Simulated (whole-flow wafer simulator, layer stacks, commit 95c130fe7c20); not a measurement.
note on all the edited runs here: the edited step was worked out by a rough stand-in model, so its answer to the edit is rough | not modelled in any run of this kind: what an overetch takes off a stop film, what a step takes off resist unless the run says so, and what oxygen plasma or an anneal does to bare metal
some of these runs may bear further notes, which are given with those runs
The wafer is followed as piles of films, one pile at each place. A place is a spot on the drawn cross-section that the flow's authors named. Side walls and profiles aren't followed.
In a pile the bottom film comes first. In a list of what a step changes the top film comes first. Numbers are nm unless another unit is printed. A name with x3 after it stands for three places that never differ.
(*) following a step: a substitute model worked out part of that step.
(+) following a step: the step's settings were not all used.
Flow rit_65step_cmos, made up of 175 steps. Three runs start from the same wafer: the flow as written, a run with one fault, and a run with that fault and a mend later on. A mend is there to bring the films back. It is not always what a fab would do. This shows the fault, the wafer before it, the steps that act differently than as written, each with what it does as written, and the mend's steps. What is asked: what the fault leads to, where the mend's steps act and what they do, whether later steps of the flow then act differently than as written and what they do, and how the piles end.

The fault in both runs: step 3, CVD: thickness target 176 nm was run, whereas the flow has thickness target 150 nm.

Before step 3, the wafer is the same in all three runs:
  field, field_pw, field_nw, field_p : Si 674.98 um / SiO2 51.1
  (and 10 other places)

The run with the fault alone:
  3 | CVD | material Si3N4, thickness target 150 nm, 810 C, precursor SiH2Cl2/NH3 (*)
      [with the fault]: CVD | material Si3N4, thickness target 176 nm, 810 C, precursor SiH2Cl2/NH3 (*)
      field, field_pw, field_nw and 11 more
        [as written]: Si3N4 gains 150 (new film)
        [with the fault]: Si3N4 gains 176 (new film)
  Later steps of the flow acting differently than as written (55 other steps are not shown; they differ only slightly, by no more than 2% or 0.5 nm, whichever is larger):
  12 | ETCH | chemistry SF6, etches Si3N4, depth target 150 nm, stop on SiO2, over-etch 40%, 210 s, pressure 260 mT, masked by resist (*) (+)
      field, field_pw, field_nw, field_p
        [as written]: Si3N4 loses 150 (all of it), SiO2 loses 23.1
        [with the fault]: Si3N4 loses 176 (all of it), SiO2 loses 13.1
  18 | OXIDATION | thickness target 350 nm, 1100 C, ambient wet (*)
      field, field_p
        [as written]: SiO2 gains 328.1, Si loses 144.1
        [with the fault]: SiO2 gains 320.9, Si loses 140.9
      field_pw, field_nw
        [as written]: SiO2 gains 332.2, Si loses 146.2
        [with the fault]: SiO2 gains 324.9, Si loses 142.9
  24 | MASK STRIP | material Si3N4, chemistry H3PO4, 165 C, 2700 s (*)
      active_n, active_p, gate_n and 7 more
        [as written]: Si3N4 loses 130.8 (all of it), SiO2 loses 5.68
        [with the fault]: Si3N4 loses 156.8 (all of it), SiO2 loses 4.69
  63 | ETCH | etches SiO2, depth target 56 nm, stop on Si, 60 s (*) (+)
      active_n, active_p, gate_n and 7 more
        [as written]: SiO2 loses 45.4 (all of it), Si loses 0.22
        [with the fault]: SiO2 loses 46.4 (all of it), Si loses 0.2
  The piles end only slightly different from the flow's at the places that both follow, by no more than 2% or 0.5 nm, whichever is larger.

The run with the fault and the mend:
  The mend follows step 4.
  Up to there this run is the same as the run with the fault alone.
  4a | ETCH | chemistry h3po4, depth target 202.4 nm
      field, field_pw, field_nw and 11 more
        Si3N4 loses 176 (all of it)
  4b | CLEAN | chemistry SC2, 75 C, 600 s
      does not change any film at any place that is followed
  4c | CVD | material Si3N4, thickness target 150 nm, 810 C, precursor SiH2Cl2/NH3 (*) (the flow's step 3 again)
      field, field_pw, field_nw and 11 more
        Si3N4 gains 150 (new film)
  None of the later steps of the flow acts differently than as written at any place that is followed.
  At every place that both follow, the piles at the end match the flow's.
